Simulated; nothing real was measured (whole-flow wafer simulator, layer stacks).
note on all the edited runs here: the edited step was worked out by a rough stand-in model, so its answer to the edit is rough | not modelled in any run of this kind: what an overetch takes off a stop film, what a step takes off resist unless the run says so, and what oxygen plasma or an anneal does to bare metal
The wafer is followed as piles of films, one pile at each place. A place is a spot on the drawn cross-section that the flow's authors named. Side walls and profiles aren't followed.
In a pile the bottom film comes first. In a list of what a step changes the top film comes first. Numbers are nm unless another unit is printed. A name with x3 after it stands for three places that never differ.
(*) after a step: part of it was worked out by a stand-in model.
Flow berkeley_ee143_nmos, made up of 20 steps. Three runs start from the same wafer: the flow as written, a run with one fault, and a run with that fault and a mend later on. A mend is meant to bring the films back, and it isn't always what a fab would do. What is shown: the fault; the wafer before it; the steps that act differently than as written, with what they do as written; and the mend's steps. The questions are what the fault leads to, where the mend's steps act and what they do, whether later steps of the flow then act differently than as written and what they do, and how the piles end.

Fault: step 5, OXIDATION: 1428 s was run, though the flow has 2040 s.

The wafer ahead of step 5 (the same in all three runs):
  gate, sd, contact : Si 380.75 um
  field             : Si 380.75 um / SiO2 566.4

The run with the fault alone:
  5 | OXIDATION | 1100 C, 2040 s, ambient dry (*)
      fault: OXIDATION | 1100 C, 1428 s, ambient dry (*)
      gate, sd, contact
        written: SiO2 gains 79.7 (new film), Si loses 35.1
        fault: SiO2 gains 64.4 (new film), Si loses 28.4
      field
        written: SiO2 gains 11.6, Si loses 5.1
        fault: SiO2 gains 8.15, Si loses 3.59
  Steps later in the flow that act otherwise than as written (not shown: 1 more step that differs only slightly, by at most 2% or 0.5 nm, whichever is larger):
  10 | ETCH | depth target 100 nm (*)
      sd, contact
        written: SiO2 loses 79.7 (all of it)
        fault: SiO2 loses 64.4 (all of it)
  By the end, the piles at gate depart from the flow's by more than 2% or 0.5 nm, whichever is larger.
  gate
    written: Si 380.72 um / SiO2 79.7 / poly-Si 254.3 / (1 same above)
    fault: Si 380.72 um / SiO2 64.4 / poly-Si 254.3 / (1 same above)

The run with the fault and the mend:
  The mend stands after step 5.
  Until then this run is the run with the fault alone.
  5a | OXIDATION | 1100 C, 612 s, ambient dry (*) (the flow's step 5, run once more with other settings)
      gate, sd, contact
        SiO2 gains 15.3, Si loses 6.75
      field
        SiO2 gains 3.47, Si loses 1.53
  Every later step of the flow that is run acts as written, at every place that is followed, to within 2% or 0.5 nm, whichever is larger.
  At the end the piles are close to the flow's at the places that both follow, differing by at most 2% or 0.5 nm, whichever is larger.
